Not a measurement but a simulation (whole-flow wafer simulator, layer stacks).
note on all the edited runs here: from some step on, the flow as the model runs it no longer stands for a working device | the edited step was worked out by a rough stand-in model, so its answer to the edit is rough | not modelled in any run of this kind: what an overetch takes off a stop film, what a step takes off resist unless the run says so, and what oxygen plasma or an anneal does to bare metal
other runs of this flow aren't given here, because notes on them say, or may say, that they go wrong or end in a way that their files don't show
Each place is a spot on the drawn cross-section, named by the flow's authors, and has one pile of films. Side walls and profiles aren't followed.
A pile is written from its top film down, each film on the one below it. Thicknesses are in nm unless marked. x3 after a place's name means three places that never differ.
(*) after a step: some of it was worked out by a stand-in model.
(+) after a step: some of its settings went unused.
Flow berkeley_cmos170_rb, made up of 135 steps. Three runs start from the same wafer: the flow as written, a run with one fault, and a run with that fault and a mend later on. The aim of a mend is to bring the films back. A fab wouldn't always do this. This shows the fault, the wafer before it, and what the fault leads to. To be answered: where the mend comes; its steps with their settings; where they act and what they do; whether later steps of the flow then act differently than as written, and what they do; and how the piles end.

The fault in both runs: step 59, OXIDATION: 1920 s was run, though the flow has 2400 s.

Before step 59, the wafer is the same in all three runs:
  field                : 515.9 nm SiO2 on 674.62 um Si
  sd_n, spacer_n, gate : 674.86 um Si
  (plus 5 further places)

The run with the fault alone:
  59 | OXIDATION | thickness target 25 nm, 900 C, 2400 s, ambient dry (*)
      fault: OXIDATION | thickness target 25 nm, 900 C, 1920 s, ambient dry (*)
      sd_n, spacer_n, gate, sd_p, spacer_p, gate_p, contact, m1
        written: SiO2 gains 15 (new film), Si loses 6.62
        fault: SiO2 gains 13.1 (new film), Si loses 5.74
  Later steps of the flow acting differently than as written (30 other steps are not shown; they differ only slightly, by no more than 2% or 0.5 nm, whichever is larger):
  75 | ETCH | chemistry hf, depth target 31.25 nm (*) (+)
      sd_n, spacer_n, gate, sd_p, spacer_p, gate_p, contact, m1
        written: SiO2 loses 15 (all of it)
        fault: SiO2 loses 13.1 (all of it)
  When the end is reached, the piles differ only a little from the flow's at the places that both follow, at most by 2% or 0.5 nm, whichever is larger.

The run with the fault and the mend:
  The mend follows step 59.
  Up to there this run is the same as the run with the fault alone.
  59a | OXIDATION | thickness target 25 nm, 900 C, 480 s, ambient dry (*) (the flow's step 59 again, with other settings)
      sd_n, spacer_n, gate, sd_p, spacer_p, gate_p, contact, m1
        SiO2 gains 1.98, Si loses 0.87
      field
        SiO2 gains 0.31, Si loses 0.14
  Later steps of the flow that are run all act as written at every place that is followed.
  The piles end the same as the flow's at every place that both follow.
